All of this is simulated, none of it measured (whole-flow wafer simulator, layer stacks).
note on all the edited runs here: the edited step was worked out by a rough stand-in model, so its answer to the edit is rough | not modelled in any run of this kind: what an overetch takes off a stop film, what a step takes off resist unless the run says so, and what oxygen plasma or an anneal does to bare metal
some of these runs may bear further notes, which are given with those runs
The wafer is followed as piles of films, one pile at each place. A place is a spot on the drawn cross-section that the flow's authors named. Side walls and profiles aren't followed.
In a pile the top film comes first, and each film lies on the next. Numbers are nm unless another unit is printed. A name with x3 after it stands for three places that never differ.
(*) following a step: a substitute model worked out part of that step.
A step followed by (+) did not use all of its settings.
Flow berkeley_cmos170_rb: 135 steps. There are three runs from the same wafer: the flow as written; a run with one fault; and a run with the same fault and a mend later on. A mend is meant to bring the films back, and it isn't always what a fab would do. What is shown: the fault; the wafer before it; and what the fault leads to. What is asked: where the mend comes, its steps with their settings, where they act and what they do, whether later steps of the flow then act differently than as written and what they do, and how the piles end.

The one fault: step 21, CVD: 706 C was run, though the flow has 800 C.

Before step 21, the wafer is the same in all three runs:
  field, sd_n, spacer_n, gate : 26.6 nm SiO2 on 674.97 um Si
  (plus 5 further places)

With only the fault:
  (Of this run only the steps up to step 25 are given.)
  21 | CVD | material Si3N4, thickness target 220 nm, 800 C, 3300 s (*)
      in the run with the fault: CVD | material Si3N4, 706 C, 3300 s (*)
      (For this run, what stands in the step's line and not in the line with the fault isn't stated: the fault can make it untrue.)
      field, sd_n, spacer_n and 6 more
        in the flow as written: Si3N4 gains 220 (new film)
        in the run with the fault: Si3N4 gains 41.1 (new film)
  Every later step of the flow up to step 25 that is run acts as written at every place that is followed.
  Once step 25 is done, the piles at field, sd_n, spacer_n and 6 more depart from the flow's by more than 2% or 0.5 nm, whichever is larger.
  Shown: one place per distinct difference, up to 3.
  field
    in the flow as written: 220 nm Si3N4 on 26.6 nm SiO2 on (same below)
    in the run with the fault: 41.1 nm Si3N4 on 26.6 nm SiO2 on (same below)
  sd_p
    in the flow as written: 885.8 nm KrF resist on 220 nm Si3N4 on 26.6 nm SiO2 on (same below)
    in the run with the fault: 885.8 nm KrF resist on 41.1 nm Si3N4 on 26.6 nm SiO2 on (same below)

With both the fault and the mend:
  The mend stands after step 25.
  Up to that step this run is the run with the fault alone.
  25a | STRIP (*) (+)
      sd_p, spacer_p, gate_p, m1
        KrF resist loses 885.8 (all of it)
  25b | CLEAN (*) (the flow's step 18, run once more)
      leaves every film unchanged at each place that is followed
  25c | CVD | material Si3N4, thickness target 178.9 nm, 800 C, 2684 s (*) (the flow's step 21, run once more with other settings)
      field, sd_n, spacer_n and 6 more
        Si3N4 gains 178.9
  25d | COAT | KrF resist, thickness 900 nm (the flow's step 22, run once more)
      field, sd_n, spacer_n and 6 more
        KrF resist gains 900 (new film)
  25e | EXPOSE | photomask PWELL (the flow's step 23, run once more)
      leaves every film unchanged at each place that is followed
  25f | PEB | 130 C, 60 s (*) (the flow's step 24, run once more)
      leaves every film unchanged at each place that is followed
  25g | DEVELOP | developer developer-D-0.26N, 45 s (the flow's step 25, run once more)
      field, sd_n, spacer_n, gate, contact
        KrF resist loses 900 (all of it)
      sd_p, spacer_p, gate_p, m1
        KrF resist loses 14.2
  Every later step of the flow that is run acts as written at every place that is followed.
  The piles end the same as the flow's at every place that both follow.
